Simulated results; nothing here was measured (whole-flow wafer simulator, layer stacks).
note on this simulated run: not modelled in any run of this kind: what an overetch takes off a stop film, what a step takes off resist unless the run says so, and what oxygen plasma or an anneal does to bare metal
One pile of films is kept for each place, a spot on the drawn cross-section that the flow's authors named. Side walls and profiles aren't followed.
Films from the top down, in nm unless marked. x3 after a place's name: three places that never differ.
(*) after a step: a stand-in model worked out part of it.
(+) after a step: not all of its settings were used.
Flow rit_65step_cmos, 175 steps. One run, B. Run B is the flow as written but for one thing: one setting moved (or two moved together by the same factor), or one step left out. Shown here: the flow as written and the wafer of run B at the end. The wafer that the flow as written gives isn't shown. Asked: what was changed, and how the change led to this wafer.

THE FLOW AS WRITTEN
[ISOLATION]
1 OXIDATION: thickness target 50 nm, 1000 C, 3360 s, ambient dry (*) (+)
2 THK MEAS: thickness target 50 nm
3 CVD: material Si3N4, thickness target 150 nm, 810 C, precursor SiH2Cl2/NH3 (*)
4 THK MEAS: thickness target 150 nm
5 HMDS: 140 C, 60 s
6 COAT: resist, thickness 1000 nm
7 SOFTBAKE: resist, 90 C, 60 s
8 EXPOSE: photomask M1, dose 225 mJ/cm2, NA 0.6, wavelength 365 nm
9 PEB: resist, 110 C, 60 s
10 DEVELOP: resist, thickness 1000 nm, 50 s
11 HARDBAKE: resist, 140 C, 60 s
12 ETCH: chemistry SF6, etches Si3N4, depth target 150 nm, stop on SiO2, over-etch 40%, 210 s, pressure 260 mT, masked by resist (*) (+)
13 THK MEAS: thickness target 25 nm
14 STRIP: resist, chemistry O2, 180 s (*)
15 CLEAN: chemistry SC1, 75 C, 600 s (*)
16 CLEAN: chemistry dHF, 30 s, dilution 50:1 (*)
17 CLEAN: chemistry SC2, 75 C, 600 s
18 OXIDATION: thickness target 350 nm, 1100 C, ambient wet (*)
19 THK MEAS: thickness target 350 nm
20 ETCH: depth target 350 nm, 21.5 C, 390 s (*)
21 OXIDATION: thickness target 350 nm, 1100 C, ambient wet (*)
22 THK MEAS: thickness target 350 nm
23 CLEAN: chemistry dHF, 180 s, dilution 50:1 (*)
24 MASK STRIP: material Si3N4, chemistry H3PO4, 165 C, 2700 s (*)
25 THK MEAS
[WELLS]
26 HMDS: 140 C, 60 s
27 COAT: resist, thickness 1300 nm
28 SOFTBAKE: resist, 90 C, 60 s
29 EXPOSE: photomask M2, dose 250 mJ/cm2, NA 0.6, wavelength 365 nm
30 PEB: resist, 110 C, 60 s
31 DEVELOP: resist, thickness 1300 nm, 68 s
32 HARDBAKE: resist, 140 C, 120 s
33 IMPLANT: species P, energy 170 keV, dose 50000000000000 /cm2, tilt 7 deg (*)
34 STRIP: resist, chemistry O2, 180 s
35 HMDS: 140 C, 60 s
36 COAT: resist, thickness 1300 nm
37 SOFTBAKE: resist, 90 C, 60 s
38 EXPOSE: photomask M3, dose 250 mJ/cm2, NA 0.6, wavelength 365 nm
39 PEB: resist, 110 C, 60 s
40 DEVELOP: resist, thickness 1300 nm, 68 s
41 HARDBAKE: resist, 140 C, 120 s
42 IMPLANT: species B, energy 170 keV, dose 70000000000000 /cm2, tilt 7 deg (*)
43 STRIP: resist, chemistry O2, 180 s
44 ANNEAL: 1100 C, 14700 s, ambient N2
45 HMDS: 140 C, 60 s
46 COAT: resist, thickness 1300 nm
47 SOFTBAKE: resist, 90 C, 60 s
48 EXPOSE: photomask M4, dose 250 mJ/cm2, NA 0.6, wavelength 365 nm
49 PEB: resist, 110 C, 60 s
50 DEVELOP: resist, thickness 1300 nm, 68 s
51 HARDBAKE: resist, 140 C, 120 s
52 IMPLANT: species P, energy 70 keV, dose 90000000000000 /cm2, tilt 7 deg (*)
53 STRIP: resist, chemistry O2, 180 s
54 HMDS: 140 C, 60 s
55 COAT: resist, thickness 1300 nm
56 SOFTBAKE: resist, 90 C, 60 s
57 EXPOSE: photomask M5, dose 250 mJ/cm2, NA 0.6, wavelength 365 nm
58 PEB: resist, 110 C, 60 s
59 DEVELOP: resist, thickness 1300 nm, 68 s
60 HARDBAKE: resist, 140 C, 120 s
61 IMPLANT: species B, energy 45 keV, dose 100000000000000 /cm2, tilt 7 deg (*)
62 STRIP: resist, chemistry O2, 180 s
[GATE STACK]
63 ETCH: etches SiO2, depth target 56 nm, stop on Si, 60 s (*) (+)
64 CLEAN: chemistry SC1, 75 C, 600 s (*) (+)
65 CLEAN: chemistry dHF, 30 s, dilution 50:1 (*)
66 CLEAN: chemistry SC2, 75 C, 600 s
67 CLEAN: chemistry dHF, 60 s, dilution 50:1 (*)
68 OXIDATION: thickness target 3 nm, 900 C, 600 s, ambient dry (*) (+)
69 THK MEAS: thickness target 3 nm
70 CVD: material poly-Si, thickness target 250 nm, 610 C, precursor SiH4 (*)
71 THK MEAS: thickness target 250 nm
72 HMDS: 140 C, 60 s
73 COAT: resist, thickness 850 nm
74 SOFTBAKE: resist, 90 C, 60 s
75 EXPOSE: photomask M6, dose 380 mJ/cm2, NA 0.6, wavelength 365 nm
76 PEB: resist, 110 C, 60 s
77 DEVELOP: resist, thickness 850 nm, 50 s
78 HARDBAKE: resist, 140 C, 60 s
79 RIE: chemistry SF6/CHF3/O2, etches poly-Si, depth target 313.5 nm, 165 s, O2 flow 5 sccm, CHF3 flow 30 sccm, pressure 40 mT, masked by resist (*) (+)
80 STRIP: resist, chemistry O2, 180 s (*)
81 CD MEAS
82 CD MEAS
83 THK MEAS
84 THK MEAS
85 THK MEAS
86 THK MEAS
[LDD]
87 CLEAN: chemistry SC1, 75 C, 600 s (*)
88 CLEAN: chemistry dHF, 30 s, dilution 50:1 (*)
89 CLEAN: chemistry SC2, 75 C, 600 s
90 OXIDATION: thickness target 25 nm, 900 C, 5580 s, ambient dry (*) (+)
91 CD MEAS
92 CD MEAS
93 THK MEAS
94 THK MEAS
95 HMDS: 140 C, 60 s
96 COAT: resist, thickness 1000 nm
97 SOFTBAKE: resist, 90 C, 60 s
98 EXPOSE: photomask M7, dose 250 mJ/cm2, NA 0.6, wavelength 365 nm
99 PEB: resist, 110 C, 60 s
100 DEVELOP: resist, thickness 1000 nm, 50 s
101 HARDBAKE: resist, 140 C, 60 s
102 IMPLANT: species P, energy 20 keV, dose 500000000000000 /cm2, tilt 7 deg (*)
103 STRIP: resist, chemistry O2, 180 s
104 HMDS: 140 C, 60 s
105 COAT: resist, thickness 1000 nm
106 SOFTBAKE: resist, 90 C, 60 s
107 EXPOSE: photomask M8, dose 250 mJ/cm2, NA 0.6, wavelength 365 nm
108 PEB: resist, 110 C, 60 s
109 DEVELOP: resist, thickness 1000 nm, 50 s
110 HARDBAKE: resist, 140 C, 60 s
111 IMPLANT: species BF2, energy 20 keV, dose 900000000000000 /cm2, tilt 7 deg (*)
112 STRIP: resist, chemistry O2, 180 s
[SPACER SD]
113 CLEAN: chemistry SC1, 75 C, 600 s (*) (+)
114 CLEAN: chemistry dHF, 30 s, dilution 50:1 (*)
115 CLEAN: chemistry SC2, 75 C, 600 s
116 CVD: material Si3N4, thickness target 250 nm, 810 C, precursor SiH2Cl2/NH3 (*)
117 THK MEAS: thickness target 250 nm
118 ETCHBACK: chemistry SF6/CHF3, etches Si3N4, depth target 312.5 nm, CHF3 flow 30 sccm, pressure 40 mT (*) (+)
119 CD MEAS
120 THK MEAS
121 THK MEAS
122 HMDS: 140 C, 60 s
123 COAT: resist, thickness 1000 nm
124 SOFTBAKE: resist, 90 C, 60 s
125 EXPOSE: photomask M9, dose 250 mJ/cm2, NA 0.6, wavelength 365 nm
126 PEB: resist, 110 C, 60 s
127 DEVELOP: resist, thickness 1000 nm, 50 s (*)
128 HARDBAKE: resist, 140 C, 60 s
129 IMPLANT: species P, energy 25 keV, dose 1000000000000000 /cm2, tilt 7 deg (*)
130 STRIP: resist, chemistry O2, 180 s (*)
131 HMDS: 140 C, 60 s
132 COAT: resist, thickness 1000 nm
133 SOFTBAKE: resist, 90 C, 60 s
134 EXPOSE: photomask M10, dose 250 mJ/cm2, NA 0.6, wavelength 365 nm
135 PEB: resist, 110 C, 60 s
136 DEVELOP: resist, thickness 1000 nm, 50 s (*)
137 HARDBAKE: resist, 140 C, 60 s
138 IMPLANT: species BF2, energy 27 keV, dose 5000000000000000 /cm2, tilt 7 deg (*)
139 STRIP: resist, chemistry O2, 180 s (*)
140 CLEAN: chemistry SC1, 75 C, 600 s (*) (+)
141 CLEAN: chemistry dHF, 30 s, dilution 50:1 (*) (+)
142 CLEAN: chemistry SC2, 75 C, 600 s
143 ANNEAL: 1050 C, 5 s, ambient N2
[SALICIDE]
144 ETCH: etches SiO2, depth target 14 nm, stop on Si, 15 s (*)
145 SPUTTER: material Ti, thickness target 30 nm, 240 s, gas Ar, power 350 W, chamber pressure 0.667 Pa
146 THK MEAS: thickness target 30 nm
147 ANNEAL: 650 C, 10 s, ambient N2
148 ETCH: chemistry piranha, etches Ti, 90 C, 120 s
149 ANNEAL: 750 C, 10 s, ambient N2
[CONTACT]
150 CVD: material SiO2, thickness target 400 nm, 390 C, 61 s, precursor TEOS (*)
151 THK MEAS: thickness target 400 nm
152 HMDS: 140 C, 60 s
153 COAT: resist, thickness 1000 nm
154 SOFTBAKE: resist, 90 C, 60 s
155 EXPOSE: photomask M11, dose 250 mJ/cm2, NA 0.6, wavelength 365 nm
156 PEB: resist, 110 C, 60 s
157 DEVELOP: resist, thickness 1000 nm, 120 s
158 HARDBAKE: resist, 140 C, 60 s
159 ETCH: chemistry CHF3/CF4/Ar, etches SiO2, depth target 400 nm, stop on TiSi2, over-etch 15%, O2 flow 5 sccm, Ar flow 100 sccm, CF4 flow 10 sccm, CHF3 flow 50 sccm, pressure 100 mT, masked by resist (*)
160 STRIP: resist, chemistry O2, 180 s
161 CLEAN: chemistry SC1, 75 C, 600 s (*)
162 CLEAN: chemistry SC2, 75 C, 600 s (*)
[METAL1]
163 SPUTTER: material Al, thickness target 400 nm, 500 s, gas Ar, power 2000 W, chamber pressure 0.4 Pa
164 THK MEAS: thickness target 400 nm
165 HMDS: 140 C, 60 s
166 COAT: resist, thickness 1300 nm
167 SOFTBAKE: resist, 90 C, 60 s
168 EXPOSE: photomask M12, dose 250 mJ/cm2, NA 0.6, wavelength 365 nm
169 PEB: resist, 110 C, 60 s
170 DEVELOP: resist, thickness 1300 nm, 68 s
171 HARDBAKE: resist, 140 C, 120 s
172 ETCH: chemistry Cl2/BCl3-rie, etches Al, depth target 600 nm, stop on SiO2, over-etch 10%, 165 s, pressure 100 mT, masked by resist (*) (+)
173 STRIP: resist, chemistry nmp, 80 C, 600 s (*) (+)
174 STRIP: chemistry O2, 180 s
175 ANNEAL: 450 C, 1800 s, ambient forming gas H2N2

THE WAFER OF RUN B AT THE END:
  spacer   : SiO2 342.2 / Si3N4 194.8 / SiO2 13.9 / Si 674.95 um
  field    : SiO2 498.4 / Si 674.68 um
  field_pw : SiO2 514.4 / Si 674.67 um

The cause: step 163, SPUTTER: thickness target 230 nm was run, where the flow has thickness target 400 nm; step 163, SPUTTER: 287 s was run, where the flow has 500 s.

How the change led to this, step by step:
  163 SPUTTER: material Al, thickness target 400 nm, 500 s, gas Ar, power 2000 W, chamber pressure 0.4 Pa
      field, field_p, spacer, spacer_p: Al +230 (new film) (as written it would be: Al +400 (new film))
      gate_n, gate_p: Al +230 (new film) (as written it would be: Al +396 (new film))
      (and at 2 more places)
  172 ETCH: chemistry Cl2/BCl3-rie, etches Al, depth target 600 nm, stop on SiO2, over-etch 10%, 165 s, pressure 100 mT, masked by resist (*) (+)
      field, field_p, spacer, spacer_p: Al -230 (all of it), SiO2 -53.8 (as written it would be: Al -400 (all of it), SiO2 -32.5)
      gate_n, gate_p: Al -230 (all of it), SiO2 -53.8 (as written it would be: Al -396 (all of it), SiO2 -33)
      (and at 2 more places)
